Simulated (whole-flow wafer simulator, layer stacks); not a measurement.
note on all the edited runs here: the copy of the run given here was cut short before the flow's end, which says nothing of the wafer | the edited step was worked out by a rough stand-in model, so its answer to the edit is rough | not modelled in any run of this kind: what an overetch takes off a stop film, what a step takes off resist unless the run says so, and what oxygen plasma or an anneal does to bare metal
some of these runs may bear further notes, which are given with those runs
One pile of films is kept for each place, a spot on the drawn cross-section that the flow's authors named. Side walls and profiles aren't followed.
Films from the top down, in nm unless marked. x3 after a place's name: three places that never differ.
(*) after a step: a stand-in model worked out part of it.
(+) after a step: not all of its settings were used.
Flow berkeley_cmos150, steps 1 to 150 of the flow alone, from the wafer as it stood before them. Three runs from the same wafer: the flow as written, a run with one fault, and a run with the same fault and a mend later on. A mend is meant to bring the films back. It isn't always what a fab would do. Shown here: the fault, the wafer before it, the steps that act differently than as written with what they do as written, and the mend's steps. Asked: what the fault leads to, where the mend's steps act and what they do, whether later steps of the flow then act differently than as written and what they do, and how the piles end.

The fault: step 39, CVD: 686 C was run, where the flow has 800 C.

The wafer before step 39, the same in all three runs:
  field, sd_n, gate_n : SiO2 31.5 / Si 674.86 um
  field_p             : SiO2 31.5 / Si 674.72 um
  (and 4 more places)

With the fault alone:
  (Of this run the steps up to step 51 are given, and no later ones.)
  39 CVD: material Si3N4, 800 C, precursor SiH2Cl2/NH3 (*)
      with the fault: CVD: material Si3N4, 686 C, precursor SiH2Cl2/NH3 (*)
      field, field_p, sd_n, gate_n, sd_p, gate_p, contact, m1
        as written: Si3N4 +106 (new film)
        with the fault: Si3N4 +15.8 (new film)
  Later steps of the flow that act differently than as written:
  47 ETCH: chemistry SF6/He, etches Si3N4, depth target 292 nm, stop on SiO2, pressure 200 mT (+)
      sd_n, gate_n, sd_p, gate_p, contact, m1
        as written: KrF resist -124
        with the fault: KrF resist -25.8
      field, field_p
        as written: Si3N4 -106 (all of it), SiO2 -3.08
        with the fault: Si3N4 -15.8 (all of it), SiO2 -3.08
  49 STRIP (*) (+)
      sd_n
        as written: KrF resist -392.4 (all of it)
        with the fault: KrF resist -490.5 (all of it)
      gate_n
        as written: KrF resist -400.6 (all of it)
        with the fault: KrF resist -498.8 (all of it)
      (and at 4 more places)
  After step 51 the piles differ from the flow's by more than 2% or 0.5 nm, whichever is larger, at sd_n, gate_n, sd_p, gate_p, contact, m1.
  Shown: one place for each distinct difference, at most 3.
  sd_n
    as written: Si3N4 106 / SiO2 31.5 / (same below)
    with the fault: Si3N4 15.8 / SiO2 31.5 / (same below)

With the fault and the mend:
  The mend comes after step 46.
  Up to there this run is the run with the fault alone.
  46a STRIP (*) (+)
      sd_n
        KrF resist -516.3 (all of it)
      gate_n
        KrF resist -524.6 (all of it)
      sd_p
        KrF resist -566.8 (all of it)
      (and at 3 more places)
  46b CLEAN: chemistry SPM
      changes no film at any place that is followed
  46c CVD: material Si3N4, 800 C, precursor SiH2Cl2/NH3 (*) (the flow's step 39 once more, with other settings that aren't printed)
      field, field_p, sd_n, gate_n, sd_p, gate_p, contact, m1
        Si3N4 +90.3
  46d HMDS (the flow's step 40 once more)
      changes no film at any place that is followed
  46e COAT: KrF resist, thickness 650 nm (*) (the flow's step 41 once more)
      field
        KrF resist +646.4 (new film)
      field_p
        KrF resist +715.2 (new film)
      sd_n
        KrF resist +633.7 (new film)
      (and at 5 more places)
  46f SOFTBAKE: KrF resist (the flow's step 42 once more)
      changes no film at any place that is followed
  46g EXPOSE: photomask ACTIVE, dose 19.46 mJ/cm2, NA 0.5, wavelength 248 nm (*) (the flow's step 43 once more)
      changes no film at any place that is followed
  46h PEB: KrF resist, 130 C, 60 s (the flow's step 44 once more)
      gate_n, contact, m1
        KrF resist -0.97
      field
        KrF resist -0.98
      field_p
        KrF resist -1.1
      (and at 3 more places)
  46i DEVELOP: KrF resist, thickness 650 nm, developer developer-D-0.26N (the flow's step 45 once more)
      sd_n, gate_n, sd_p, gate_p, contact, m1
        KrF resist -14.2
      field
        KrF resist -645.4 (all of it)
      field_p
        KrF resist -714.1 (all of it)
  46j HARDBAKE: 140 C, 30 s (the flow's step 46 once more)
      sd_n
        KrF resist -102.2
      gate_n
        KrF resist -103.8
      sd_p
        KrF resist -112.2
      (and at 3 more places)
  No later step of the flow acts differently than as written, at any place that is followed, by more than 2% or 0.5 nm, whichever is larger.
  At the end the piles are the same as the flow's at every place that both follow.
